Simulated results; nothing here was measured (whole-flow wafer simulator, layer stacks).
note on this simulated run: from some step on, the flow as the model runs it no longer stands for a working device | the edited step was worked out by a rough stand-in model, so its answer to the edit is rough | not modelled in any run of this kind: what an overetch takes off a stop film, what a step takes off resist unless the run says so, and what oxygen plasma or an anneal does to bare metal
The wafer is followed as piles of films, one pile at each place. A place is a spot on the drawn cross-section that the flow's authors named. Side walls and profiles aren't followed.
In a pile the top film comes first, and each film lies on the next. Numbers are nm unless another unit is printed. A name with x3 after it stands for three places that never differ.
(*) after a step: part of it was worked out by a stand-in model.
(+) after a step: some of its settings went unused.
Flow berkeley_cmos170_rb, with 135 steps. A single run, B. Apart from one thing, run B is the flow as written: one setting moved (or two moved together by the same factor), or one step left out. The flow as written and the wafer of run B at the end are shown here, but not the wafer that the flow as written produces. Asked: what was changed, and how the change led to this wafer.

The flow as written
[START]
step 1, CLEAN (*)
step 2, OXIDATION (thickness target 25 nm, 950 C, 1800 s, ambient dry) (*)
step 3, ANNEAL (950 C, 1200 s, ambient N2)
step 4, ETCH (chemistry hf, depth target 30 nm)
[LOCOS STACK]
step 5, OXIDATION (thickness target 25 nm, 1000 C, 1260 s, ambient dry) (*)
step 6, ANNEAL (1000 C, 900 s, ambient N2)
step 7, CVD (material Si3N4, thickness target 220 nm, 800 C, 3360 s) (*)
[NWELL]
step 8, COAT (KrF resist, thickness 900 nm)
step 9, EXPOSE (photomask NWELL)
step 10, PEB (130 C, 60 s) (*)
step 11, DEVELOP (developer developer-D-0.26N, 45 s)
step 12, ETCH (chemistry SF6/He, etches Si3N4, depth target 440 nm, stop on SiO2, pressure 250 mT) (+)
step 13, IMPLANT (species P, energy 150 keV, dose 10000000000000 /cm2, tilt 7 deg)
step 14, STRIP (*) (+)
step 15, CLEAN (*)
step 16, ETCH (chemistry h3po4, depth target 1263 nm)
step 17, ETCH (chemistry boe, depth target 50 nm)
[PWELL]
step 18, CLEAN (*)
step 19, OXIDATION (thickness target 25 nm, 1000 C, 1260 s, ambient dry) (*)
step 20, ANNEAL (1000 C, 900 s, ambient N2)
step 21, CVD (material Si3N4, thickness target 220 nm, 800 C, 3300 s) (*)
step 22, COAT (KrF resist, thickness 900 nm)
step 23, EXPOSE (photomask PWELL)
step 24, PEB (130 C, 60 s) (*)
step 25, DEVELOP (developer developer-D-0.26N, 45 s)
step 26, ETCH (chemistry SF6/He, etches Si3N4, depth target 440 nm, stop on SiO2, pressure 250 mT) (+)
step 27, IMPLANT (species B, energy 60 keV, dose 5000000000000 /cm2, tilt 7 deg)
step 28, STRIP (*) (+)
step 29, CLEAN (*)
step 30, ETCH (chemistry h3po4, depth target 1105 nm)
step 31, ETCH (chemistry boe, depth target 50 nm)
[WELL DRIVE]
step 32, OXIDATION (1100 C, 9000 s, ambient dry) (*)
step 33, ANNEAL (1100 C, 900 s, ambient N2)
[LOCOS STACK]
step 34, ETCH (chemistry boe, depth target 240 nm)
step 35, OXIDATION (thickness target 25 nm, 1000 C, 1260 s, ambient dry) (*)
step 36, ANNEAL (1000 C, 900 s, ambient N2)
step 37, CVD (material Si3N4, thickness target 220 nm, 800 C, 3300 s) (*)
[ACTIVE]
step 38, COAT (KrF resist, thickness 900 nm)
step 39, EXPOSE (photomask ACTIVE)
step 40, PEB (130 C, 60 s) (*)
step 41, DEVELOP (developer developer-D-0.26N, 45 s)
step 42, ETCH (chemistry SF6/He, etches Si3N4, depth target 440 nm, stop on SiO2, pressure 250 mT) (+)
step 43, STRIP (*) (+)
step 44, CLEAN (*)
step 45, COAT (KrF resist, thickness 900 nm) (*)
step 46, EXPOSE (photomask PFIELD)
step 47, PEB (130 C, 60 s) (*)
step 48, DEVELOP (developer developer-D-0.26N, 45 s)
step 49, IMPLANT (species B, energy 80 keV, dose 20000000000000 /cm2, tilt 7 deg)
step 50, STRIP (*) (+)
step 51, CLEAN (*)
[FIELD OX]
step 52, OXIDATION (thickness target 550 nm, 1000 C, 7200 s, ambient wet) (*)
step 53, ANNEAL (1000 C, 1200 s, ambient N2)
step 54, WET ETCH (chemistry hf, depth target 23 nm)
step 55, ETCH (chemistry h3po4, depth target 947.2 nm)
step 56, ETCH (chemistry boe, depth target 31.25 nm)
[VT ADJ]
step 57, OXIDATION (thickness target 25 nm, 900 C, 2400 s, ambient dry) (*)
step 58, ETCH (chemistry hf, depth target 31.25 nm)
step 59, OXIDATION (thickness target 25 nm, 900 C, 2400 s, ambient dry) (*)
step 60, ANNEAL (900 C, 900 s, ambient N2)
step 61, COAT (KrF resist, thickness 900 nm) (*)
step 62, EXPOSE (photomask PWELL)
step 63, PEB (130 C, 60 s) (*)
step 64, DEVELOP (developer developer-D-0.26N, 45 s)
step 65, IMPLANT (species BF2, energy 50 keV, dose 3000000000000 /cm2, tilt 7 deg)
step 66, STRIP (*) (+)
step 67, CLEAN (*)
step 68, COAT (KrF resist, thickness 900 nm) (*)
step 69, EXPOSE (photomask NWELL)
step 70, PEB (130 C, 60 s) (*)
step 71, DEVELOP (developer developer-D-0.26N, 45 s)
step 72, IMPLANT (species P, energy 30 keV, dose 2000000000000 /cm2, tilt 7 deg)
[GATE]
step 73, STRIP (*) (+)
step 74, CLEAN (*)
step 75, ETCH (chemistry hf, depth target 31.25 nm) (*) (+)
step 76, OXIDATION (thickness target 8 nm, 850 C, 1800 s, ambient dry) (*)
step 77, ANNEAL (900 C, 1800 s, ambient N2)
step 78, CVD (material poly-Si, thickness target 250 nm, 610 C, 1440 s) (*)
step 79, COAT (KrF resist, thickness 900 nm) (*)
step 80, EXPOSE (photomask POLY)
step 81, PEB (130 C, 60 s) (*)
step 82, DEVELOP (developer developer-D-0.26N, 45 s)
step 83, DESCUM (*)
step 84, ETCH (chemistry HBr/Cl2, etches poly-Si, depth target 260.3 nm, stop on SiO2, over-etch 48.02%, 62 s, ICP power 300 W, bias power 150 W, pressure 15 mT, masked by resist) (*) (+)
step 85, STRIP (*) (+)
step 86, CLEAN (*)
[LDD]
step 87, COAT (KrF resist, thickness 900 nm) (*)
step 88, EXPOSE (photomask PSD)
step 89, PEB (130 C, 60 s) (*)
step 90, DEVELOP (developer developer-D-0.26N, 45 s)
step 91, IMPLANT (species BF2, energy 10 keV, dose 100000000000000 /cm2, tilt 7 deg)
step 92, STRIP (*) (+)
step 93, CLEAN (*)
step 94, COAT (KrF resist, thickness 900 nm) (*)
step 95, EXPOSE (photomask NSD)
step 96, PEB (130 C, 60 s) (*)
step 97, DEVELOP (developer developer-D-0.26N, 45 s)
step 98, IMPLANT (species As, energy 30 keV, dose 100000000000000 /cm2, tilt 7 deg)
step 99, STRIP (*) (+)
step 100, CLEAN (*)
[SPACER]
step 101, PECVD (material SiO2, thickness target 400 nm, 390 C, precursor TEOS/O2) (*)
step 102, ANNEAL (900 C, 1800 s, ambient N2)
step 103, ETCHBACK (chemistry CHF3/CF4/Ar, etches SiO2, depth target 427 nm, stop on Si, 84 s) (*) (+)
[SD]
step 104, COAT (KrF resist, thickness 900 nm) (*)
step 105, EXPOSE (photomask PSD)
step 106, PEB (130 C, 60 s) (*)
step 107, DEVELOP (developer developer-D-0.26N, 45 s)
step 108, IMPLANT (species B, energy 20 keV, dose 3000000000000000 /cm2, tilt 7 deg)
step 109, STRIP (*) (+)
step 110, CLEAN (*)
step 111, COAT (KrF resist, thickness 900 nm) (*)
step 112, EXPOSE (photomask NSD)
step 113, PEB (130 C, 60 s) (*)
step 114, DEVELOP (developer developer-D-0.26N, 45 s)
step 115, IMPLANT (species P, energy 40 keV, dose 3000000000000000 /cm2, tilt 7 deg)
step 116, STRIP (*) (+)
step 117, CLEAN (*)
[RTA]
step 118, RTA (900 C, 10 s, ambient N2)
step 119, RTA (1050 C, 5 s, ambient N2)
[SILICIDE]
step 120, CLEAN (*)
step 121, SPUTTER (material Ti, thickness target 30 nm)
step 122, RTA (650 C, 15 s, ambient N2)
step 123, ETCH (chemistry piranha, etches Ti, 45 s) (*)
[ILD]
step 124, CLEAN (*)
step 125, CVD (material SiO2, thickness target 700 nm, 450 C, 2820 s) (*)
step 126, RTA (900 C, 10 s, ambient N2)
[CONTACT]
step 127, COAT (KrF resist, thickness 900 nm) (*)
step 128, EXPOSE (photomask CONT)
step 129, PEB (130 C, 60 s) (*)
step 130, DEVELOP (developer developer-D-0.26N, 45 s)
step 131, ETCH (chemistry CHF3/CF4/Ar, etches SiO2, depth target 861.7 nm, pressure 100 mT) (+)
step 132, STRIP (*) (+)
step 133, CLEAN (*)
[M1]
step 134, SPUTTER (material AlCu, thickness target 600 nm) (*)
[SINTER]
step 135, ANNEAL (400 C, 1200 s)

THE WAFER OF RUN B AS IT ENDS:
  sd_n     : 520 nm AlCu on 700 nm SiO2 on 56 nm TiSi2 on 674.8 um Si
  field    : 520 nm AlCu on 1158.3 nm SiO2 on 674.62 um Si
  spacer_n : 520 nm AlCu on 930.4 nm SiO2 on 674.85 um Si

The reason: step 134, SPUTTER: thickness target 520 nm was run, though the flow has thickness target 600 nm.
The wafer lets one read it off: sd_n has AlCu 520, and step 134 as written asks for 600 nm.

Step by step, how the change led to this:
  step 134, SPUTTER (material AlCu, thickness target 600 nm) (*)
      field, sd_n, spacer_n, gate, spacer_p, gate_p, m1: AlCu gains 520 (new film) (it would be, as written: AlCu gains 600 (new film))
      sd_p: AlCu gains 469.9 (new film) (it would be, as written: AlCu gains 545.9 (new film))
      (and at 1 other place as well)
